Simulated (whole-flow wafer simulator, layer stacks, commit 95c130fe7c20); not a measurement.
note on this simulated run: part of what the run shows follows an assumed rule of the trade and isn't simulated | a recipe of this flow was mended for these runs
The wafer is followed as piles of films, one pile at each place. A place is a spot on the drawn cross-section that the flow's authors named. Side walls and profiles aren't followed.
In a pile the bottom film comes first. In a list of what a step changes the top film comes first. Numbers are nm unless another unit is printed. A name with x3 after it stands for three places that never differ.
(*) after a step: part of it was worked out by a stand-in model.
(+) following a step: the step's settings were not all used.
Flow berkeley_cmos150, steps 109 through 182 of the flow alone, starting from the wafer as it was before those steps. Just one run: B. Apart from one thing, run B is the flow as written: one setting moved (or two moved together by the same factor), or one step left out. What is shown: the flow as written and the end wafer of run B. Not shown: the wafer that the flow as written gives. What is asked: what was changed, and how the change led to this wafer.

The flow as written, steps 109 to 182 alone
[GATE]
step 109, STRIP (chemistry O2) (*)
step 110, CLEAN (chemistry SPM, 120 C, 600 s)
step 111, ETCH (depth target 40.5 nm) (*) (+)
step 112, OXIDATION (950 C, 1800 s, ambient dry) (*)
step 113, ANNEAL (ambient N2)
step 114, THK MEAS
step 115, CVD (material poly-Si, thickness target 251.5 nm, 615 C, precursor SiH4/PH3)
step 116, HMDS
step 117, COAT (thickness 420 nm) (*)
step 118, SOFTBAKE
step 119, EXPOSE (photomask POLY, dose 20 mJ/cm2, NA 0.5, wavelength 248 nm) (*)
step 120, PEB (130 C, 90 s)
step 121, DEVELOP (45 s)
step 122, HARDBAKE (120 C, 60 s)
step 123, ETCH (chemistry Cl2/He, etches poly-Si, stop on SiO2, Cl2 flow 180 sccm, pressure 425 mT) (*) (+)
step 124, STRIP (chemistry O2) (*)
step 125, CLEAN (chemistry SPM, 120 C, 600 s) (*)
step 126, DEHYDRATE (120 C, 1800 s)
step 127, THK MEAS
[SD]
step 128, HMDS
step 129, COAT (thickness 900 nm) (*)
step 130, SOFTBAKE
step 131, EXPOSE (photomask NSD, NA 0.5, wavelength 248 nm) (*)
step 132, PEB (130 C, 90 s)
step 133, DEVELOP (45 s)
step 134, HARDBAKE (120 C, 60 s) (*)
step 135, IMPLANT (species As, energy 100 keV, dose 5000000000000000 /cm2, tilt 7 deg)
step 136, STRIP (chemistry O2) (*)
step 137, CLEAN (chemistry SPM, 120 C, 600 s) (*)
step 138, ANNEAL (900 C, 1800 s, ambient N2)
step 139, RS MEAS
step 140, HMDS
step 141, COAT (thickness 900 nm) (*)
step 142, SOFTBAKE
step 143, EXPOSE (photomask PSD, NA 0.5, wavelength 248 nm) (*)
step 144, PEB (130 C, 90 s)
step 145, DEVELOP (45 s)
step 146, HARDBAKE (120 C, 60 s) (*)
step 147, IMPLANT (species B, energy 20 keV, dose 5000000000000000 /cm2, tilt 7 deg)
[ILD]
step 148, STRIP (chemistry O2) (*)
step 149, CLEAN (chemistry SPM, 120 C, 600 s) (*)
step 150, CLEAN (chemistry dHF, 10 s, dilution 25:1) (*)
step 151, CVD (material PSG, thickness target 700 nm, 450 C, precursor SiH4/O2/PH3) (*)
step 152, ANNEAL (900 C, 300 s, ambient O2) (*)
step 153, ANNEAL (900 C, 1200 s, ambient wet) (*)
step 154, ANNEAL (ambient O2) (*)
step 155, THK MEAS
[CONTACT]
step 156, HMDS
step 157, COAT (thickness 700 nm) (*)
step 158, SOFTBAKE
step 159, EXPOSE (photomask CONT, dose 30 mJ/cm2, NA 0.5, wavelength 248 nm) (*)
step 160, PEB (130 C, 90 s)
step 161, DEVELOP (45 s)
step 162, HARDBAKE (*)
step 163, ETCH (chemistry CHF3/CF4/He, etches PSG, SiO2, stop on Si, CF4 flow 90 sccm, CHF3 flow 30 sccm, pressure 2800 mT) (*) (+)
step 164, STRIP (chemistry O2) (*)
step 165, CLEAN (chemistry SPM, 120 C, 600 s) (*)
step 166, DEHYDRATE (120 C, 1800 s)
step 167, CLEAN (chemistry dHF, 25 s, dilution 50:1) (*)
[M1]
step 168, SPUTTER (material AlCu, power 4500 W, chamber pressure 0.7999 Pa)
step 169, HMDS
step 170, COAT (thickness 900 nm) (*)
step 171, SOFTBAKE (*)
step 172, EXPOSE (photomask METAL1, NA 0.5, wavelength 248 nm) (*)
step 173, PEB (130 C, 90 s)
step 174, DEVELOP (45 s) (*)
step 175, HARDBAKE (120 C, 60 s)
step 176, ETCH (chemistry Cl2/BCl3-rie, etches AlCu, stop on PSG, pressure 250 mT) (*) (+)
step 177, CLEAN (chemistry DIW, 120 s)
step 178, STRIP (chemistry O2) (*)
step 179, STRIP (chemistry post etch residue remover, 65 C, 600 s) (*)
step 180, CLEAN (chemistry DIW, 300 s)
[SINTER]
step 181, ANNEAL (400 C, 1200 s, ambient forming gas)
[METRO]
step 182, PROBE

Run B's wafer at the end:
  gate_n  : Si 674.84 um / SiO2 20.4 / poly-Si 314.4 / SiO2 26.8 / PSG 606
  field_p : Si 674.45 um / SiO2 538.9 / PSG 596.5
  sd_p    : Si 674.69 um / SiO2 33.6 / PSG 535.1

The reason: step 115, CVD: thickness target 326.9 nm was run, though the flow has thickness target 251.5 nm.

How this came from the change, step by step:
  step 115, CVD (material poly-Si, thickness target 251.5 nm, 615 C, precursor SiH4/PH3)
      field, field_p, sd_n, gate_n, sd_p, gate_p, contact, m1: +326.9 poly-Si (new film) (it would be, as written: +251.5 poly-Si (new film))
  step 123, ETCH (chemistry Cl2/He, etches poly-Si, stop on SiO2, Cl2 flow 180 sccm, pressure 425 mT) (*) (+)
      field, field_p, sd_n, sd_p, contact, m1: -326.9 poly-Si (all of it), -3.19 SiO2 (it would be, as written: -251.5 poly-Si (all of it), -3.19 SiO2)
      gate_n, gate_p: -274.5 KrF-resist (it would be, as written: -220.6 KrF-resist)
  step 124, STRIP (chemistry O2) (*)
      gate_n: +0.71 chemical SiO2 (new film), -122 KrF-resist (all of it), -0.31 poly-Si (it would be, as written: +0.69 chemical SiO2 (new film), -176.1 KrF-resist (all of it), -0.3 poly-Si)
      gate_p: +0.71 chemical SiO2 (new film), -159 KrF-resist (all of it), -0.31 poly-Si (it would be, as written: +0.69 chemical SiO2 (new film), -213.2 KrF-resist (all of it), -0.3 poly-Si)
  step 129, COAT (thickness 900 nm) (*)
      gate_n: +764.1 thick-KrF-resist (new film) (it would be, as written: +819.9 thick-KrF-resist (new film))
      gate_p: +832.3 thick-KrF-resist (new film) (it would be, as written: +888.9 thick-KrF-resist (new film))
  step 133, DEVELOP (45 s)
      gate_n: -762.3 thick-KrF-resist (all of it) (it would be, as written: -818.1 thick-KrF-resist (all of it))
  step 136, STRIP (chemistry O2) (*)
      gate_p: -817.1 thick-KrF-resist (all of it), +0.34 chemical SiO2, -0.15 poly-Si (it would be, as written: -873.6 thick-KrF-resist (all of it), +0.34 chemical SiO2, -0.15 poly-Si)
  step 141, COAT (thickness 900 nm) (*)
      gate_n: +763.8 thick-KrF-resist (new film) (it would be, as written: +819.7 thick-KrF-resist (new film))
      gate_p: +832.2 thick-KrF-resist (new film) (it would be, as written: +888.8 thick-KrF-resist (new film))
  step 145, DEVELOP (45 s)
      gate_p: -830.2 thick-KrF-resist (all of it) (it would be, as written: -886.7 thick-KrF-resist (all of it))
  step 148, STRIP (chemistry O2) (*)
      gate_n: -748.8 thick-KrF-resist (all of it), +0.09 chemical SiO2, -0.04 poly-Si (it would be, as written: -804.5 thick-KrF-resist (all of it), +0.09 chemical SiO2, -0.04 poly-Si)
  step 157, COAT (thickness 700 nm) (*)
      field_p: +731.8 KrF-resist (new film) (it would be, as written: +716.6 KrF-resist (new film))
      gate_n: +617.5 KrF-resist (new film) (it would be, as written: +650.5 KrF-resist (new film))
      (as well as at 2 more places)
  step 164, STRIP (chemistry O2) (*)
      field_p: -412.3 KrF-resist (all of it) (it would be, as written: -397.1 KrF-resist (all of it))
      gate_n: -298.3 KrF-resist (all of it) (it would be, as written: -331.2 KrF-resist (all of it))
      (as well as at 2 more places)
  step 170, COAT (thickness 900 nm) (*)
      gate_n: +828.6 thick-KrF-resist (new film) (it would be, as written: +873.3 thick-KrF-resist (new film))
      gate_p: +888.9 thick-KrF-resist (new film) (it would be, as written: +933.8 thick-KrF-resist (new film))
  step 174, DEVELOP (45 s) (*)
      gate_n: -826.7 thick-KrF-resist (all of it), -10 AlCu (it would be, as written: -871.2 thick-KrF-resist (all of it), -10 AlCu)
      gate_p: -886.8 thick-KrF-resist (all of it), -10 AlCu (it would be, as written: -931.6 thick-KrF-resist (all of it), -10 AlCu)
